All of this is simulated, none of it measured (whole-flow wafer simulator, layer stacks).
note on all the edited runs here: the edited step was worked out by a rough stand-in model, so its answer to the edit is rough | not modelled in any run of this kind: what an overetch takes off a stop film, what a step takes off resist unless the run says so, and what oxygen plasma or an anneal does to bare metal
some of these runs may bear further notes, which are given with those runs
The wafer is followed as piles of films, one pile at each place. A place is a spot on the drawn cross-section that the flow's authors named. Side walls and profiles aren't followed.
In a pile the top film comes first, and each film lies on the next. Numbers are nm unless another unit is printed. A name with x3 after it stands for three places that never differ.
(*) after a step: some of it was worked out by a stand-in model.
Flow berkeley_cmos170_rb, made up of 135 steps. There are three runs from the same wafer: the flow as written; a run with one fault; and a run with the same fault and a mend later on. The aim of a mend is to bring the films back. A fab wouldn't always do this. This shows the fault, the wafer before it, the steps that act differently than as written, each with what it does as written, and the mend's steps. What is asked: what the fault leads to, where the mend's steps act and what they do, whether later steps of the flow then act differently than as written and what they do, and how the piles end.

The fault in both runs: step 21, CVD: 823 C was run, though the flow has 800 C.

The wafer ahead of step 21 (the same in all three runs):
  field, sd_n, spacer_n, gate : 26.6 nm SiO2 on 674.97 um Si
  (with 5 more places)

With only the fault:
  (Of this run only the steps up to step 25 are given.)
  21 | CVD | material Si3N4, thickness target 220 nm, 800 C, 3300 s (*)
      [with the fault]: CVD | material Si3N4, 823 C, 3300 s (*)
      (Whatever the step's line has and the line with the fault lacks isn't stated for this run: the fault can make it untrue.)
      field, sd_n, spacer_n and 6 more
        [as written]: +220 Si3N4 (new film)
        [with the fault]: +290.7 Si3N4 (new film)
  Every later step of the flow up to step 25 that is run acts as written at every place that is followed.
  The piles after step 25 differ from the flow's at field, sd_n, spacer_n and 6 more by more than 2% or 0.5 nm, whichever is larger.
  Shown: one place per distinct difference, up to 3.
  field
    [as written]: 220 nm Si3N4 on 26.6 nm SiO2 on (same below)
    [with the fault]: 290.7 nm Si3N4 on 26.6 nm SiO2 on (same below)
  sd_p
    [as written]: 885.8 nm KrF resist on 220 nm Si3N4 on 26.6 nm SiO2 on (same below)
    [with the fault]: 885.8 nm KrF resist on 290.7 nm Si3N4 on 26.6 nm SiO2 on (same below)

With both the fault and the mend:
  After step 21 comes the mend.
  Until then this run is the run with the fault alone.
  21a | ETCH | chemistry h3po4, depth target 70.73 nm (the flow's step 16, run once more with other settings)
      field, sd_n, spacer_n and 6 more
        -70.7 Si3N4
  Every later step of the flow that is run acts as written at every place that is followed.
  By the end, the piles equal the flow's at every place that both follow.
